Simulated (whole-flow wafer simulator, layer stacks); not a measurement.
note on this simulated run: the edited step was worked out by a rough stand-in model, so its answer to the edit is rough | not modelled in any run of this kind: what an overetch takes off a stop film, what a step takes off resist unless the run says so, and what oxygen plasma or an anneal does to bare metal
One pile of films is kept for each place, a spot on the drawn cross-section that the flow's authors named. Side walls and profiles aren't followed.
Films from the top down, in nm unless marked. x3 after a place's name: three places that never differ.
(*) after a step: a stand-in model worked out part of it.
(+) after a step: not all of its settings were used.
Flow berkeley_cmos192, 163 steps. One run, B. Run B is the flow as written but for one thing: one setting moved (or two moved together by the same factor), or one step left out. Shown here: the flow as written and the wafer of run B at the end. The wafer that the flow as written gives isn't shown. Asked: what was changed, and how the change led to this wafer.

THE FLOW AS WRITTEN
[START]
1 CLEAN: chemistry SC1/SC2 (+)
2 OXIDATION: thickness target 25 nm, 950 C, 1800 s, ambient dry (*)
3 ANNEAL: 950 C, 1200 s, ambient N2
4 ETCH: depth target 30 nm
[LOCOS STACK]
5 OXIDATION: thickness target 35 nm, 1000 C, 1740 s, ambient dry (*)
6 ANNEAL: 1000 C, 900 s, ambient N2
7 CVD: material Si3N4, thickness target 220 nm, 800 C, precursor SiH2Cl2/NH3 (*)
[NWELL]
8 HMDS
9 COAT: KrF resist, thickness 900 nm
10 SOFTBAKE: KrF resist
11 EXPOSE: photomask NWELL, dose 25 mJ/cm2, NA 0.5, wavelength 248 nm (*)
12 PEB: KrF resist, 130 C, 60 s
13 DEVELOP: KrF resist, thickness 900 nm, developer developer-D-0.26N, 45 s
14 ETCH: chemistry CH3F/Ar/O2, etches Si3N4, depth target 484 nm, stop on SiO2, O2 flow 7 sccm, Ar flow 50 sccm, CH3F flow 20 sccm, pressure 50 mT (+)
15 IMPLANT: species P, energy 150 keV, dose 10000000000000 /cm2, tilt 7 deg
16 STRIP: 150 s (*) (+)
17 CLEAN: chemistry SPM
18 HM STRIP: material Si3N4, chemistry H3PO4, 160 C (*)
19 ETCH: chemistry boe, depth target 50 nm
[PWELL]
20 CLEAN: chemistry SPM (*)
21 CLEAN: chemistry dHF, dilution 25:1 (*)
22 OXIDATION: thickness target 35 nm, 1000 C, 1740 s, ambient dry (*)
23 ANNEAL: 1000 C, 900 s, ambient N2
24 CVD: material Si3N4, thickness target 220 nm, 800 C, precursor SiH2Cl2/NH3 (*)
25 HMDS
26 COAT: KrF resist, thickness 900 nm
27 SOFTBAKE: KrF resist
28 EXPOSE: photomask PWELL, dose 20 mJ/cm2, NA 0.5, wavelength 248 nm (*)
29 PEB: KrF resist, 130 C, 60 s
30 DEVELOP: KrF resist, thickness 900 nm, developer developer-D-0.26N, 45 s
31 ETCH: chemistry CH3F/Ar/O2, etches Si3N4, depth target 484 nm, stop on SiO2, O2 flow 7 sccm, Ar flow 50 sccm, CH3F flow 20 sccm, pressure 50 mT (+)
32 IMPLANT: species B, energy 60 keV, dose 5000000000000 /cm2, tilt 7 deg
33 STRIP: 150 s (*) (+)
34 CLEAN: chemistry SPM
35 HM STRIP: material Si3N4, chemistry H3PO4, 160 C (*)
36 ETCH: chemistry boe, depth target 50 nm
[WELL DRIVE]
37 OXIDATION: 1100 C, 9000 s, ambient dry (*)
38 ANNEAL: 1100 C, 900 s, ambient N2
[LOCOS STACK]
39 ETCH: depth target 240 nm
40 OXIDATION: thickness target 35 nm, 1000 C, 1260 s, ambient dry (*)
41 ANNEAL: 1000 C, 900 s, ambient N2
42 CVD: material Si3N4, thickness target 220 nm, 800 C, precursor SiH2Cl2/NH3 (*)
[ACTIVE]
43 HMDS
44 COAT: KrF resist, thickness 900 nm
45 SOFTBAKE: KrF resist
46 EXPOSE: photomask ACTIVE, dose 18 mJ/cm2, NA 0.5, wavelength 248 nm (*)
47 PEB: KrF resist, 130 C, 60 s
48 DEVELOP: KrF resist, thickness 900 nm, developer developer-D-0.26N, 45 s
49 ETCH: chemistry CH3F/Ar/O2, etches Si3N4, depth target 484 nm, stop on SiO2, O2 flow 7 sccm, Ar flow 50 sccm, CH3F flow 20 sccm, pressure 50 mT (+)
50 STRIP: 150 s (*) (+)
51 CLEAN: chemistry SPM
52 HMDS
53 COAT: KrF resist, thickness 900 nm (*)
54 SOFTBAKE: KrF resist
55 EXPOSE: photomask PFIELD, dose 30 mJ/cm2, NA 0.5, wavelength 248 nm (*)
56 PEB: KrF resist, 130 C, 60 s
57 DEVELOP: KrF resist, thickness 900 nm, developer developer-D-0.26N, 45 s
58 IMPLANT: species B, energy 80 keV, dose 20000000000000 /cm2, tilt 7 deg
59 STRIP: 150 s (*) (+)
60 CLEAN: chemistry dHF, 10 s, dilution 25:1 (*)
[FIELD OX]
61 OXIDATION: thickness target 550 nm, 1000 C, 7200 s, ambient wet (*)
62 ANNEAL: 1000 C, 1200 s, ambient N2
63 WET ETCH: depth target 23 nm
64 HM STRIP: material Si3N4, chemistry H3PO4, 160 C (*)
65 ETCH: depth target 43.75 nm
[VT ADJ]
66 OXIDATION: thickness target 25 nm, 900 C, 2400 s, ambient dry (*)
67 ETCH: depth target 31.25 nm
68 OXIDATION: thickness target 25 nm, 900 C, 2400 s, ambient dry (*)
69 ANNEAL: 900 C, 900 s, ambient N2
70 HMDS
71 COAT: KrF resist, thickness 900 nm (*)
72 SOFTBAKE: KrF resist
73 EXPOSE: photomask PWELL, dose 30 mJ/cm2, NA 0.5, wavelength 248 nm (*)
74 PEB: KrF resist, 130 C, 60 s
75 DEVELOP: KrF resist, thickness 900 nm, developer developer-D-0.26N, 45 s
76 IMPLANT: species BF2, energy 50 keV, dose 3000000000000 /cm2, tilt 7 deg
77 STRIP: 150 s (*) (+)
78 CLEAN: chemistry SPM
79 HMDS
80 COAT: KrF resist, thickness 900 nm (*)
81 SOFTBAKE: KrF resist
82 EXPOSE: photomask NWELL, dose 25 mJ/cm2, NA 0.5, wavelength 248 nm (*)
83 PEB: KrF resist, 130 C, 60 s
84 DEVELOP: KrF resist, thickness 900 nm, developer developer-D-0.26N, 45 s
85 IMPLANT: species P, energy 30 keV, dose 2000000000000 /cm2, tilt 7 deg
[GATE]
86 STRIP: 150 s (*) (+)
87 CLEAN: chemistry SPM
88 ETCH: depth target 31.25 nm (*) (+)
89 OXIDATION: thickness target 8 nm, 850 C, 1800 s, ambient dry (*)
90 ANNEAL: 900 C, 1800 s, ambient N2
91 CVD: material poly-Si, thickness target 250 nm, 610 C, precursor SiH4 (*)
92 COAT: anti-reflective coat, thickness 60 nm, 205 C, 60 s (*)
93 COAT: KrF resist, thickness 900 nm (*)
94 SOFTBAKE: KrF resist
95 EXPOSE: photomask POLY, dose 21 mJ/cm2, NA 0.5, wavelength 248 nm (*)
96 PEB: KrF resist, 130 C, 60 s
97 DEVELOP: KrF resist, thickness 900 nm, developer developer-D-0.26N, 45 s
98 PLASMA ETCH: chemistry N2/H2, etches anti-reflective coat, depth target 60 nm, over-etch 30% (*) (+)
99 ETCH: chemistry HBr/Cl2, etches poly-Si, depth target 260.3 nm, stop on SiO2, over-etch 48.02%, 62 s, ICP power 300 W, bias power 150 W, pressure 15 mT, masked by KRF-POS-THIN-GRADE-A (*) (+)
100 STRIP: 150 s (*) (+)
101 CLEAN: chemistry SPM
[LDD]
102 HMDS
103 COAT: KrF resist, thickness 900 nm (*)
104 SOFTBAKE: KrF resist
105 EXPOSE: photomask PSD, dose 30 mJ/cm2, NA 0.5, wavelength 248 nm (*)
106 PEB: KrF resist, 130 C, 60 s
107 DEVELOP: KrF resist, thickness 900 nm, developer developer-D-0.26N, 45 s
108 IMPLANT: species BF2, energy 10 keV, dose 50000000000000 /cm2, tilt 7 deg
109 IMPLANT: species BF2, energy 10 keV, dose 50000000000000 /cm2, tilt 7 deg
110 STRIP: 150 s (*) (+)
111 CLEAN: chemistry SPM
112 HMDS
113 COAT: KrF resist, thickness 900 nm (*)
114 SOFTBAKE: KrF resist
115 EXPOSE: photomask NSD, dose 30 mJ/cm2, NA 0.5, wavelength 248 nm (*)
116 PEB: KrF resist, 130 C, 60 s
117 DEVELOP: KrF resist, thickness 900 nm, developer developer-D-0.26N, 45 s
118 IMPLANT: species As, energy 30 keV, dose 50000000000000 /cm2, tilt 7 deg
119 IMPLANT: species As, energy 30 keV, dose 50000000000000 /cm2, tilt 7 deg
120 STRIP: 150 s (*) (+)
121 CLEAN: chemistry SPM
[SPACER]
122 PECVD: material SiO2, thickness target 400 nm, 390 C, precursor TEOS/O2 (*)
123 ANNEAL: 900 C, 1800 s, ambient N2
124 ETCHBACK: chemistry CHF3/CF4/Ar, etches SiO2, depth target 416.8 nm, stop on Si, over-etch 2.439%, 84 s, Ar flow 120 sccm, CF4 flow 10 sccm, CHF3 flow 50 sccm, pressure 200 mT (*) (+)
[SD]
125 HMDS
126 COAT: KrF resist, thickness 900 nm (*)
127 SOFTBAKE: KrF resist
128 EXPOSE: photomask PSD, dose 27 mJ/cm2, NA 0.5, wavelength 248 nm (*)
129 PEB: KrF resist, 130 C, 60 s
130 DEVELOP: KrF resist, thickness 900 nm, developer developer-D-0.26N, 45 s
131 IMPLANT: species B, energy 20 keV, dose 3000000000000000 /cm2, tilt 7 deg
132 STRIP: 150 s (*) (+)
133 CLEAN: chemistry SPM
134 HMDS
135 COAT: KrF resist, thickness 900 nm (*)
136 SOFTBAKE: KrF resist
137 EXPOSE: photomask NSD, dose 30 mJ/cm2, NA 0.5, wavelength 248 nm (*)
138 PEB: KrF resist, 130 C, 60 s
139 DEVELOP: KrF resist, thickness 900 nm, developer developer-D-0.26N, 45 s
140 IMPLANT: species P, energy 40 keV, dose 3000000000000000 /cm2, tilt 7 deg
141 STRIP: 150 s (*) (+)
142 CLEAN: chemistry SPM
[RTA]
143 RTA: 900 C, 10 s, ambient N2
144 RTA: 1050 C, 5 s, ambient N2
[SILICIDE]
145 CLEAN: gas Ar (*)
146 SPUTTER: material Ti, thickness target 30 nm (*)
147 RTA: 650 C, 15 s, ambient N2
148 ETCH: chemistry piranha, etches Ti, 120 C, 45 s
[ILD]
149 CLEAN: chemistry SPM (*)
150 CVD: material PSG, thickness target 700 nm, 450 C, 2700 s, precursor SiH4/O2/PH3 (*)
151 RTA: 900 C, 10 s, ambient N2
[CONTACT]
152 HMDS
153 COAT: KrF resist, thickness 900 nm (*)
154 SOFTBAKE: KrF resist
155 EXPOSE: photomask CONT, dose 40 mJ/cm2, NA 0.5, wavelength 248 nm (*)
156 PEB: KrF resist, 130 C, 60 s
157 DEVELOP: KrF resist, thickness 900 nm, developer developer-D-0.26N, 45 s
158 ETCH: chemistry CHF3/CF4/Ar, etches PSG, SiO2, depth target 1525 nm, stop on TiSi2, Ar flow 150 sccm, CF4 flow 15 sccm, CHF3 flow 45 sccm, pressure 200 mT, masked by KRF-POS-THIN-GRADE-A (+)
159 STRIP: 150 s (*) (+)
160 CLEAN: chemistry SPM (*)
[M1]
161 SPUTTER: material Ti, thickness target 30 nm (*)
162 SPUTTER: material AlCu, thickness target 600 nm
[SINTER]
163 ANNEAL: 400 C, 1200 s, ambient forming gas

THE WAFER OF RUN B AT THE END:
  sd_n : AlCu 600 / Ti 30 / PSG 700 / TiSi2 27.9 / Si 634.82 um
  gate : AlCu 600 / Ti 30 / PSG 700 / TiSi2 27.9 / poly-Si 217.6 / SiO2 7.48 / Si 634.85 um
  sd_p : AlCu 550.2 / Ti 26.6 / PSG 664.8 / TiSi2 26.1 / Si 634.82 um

The cause: step 146, SPUTTER: thickness target 15 nm was run, where the flow has thickness target 30 nm.

How the change led to this, step by step:
  146 SPUTTER: material Ti, thickness target 30 nm (*)
      field, sd_n, spacer_n, gate, spacer_p, gate_p, contact, m1: Ti +15 (new film) (as written it would be: Ti +30 (new film))
      sd_p: Ti +14 (new film) (as written it would be: Ti +28 (new film))
  147 RTA: 650 C, 15 s, ambient N2
      sd_n, contact, m1: Ti -11.7, TiSi2 C49 +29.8 (new film), Si -26.6 (as written it would be: Ti -23.4, TiSi first +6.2 (new film), TiSi2 C49 +50.3 (new film), Si -49)
      gate, gate_p: Ti -11.7, TiSi2 C49 +29.8 (new film), poly-Si -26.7 (as written it would be: Ti -23.4, TiSi first +6.2 (new film), TiSi2 C49 +50.3 (new film), poly-Si -49.2)
      (and at 1 more place)
  148 ETCH: chemistry piranha, etches Ti, 120 C, 45 s
      sd_n, gate, gate_p, contact, m1: Ti -3.3 (all of it), TiSi2 C49 -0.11 (as written it would be: Ti -6.6 (all of it), TiSi first -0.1)
      sd_p: Ti -3.08 (all of it), TiSi2 C49 -0.11 (as written it would be: Ti -6.17 (all of it), TiSi first -0.1)
      (and at 3 more places)
  151 RTA: 900 C, 10 s, ambient N2
      sd_n, contact, m1: under 1 film: TiSi2 +27.9 (new film), TiSi2 C49 -29.7 (all of it) (as written it would be: under 1 film: TiSi2 +55.9 (new film), TiSi first -6.09 (all of it), TiSi2 C49 -50.3 (all of it), Si -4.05)
      gate, gate_p: under 1 film: TiSi2 +27.9 (new film), TiSi2 C49 -29.7 (all of it) (as written it would be: under 1 film: TiSi2 +55.9 (new film), TiSi first -6.09 (all of it), TiSi2 C49 -50.3 (all of it), poly-Si -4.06)
      (and at 1 more place)
